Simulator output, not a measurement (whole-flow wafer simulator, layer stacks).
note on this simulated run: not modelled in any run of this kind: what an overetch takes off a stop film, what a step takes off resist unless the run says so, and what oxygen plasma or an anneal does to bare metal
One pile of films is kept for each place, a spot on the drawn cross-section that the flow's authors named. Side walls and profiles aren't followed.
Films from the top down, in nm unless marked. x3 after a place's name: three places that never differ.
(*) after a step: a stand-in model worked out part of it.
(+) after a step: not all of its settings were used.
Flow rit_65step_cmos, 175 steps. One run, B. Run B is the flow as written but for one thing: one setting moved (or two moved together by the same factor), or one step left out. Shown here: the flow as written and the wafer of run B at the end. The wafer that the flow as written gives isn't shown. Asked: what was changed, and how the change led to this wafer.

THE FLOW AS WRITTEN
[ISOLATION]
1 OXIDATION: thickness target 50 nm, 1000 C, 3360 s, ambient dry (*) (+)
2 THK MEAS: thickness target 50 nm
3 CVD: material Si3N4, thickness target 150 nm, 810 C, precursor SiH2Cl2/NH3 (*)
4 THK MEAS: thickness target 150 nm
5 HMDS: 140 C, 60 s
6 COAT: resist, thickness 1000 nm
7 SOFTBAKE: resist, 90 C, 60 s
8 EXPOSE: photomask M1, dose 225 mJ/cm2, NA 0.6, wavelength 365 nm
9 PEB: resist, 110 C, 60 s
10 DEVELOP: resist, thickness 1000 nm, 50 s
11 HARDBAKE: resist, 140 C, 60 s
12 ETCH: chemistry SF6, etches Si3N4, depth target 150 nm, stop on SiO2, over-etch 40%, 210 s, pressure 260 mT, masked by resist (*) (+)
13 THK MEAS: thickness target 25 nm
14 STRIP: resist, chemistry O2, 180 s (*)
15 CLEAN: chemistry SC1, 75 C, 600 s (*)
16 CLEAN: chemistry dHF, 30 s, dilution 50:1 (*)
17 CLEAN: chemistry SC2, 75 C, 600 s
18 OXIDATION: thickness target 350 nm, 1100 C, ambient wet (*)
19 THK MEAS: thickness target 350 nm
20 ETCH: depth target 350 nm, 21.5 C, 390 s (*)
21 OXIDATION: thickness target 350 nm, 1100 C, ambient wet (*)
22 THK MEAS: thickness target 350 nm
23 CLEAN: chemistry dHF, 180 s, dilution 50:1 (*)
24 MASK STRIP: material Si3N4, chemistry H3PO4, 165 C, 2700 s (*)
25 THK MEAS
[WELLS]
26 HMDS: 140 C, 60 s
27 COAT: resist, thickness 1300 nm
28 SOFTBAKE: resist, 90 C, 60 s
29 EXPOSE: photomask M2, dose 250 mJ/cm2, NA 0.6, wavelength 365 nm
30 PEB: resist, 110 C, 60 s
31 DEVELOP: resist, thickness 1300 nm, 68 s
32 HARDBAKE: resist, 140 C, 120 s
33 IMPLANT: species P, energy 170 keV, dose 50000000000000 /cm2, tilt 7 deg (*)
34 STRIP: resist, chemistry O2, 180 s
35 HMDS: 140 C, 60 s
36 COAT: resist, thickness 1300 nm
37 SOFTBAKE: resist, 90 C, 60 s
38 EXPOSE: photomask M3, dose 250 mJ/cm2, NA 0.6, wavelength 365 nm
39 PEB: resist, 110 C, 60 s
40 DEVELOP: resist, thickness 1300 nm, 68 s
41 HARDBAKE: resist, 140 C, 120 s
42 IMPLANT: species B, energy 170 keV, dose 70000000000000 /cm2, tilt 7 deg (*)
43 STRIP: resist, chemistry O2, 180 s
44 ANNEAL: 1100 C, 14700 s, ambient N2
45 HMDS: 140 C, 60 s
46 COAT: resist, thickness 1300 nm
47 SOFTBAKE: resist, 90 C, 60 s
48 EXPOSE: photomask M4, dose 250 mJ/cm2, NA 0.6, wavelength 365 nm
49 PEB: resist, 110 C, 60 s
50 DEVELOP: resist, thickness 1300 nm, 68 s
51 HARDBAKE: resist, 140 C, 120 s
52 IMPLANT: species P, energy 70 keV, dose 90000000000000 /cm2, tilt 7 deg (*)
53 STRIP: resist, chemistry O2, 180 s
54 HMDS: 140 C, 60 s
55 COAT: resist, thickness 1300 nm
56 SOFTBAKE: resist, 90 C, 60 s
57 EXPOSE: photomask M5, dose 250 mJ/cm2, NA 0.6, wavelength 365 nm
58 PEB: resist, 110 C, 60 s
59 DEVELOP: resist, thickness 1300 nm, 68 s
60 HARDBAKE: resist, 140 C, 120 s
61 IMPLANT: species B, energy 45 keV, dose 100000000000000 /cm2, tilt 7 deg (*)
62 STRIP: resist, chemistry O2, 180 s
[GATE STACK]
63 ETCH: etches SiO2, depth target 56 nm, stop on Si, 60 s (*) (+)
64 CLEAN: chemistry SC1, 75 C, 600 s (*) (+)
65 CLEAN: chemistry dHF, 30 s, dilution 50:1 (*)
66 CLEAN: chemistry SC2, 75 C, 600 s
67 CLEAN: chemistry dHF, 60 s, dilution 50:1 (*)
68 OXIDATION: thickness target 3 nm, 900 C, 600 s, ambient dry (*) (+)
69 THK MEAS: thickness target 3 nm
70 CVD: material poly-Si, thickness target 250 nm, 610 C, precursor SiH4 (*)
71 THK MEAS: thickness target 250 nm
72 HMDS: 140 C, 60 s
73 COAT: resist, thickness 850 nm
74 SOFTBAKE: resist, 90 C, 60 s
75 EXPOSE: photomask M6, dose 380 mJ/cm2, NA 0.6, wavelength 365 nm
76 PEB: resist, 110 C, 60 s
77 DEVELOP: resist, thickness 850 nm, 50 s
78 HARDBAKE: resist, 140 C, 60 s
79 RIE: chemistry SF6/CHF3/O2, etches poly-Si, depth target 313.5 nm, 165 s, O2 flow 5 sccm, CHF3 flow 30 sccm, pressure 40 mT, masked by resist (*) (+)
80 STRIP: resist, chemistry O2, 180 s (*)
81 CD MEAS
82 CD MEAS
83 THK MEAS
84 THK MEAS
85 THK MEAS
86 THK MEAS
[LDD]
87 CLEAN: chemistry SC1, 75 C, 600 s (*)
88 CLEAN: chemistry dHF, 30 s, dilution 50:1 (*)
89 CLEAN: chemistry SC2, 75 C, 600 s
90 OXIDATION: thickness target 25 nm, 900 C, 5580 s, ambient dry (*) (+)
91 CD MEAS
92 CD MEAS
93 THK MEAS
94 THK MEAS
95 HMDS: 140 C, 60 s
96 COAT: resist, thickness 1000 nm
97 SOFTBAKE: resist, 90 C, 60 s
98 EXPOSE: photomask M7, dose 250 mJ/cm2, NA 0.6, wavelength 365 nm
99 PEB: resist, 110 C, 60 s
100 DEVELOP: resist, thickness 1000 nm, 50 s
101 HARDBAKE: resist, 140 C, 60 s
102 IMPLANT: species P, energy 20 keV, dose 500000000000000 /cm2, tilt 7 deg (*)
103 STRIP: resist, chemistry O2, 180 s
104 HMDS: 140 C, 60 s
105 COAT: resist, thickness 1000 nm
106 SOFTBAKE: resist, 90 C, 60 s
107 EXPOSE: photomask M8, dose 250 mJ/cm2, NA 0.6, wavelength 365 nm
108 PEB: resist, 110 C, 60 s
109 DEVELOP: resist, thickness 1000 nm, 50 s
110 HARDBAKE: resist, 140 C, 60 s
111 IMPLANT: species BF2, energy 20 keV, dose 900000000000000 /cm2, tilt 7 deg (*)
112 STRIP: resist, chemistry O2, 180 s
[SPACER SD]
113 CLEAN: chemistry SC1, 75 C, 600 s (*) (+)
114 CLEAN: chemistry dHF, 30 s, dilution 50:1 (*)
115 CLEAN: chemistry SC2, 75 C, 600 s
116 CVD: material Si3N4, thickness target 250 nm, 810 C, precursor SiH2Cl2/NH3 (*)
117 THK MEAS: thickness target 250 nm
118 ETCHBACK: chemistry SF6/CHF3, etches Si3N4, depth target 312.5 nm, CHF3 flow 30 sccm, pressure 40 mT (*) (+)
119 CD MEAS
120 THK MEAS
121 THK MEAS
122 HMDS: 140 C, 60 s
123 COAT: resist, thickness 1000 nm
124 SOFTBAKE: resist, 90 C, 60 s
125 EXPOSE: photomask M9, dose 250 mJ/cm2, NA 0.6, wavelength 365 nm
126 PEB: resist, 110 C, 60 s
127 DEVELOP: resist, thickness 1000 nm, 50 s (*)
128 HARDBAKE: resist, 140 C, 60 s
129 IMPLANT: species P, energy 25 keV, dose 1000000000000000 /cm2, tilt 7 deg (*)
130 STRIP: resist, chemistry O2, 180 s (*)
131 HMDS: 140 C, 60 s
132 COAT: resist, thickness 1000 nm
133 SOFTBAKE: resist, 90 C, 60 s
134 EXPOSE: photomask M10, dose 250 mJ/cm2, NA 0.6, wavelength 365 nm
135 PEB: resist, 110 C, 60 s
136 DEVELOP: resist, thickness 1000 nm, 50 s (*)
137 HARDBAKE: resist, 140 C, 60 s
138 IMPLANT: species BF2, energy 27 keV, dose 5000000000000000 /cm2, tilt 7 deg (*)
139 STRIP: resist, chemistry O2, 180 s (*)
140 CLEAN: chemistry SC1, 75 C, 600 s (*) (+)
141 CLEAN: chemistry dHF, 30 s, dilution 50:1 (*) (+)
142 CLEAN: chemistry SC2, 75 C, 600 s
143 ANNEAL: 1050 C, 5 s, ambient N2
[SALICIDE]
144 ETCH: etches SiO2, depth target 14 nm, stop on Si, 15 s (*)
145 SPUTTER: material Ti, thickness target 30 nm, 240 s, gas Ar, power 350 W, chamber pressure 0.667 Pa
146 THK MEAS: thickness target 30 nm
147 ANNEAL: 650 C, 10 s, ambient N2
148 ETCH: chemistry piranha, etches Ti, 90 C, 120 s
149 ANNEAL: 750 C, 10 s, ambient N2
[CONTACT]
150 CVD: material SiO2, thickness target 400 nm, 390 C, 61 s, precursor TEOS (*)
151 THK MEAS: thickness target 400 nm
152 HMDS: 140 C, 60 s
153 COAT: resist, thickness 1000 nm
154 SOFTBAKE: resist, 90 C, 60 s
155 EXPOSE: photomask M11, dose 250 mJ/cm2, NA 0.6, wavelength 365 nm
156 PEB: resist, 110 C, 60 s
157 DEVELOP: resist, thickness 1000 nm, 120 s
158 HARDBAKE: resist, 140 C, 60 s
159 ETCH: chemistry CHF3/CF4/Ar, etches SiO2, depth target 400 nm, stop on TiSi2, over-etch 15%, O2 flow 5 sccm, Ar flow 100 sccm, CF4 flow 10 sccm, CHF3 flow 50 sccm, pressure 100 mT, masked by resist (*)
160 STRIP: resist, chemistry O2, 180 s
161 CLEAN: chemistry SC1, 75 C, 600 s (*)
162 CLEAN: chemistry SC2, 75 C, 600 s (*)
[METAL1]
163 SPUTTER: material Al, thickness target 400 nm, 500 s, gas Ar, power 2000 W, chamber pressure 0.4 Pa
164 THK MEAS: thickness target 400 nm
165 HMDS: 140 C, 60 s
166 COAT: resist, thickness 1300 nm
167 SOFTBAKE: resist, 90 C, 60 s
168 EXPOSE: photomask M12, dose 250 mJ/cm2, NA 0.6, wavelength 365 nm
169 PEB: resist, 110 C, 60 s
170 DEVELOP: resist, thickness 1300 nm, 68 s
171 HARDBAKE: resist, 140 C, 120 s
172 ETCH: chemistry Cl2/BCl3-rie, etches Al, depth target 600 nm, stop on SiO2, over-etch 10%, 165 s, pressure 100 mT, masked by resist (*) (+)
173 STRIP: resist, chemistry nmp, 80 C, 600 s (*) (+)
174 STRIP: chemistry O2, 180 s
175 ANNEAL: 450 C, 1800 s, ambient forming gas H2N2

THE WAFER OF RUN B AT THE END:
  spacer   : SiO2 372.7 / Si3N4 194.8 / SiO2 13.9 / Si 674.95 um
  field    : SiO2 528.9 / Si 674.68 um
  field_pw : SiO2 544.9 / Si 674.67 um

The cause: step 163, SPUTTER: power 2372 W was run, where the flow has power 2000 W.

How the change led to this, step by step:
  163 SPUTTER: material Al, thickness target 400 nm, 500 s, gas Ar, power 2000 W, chamber pressure 0.4 Pa
      field, field_pw, field_p, spacer, spacer_p: Al +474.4 (new film) (as written it would be: Al +400 (new film))
      gate_n, gate_p: Al +465.7 (new film) (as written it would be: Al +396 (new film))
      (and at 1 more place)
  172 ETCH: chemistry Cl2/BCl3-rie, etches Al, depth target 600 nm, stop on SiO2, over-etch 10%, 165 s, pressure 100 mT, masked by resist (*) (+)
      field, field_pw, field_p, spacer, spacer_p: Al -474.4 (all of it), SiO2 -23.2 (as written it would be: Al -400 (all of it), SiO2 -32.5)
      gate_n, gate_p: Al -465.7 (all of it), SiO2 -24.3 (as written it would be: Al -396 (all of it), SiO2 -33)
      (and at 1 more place)
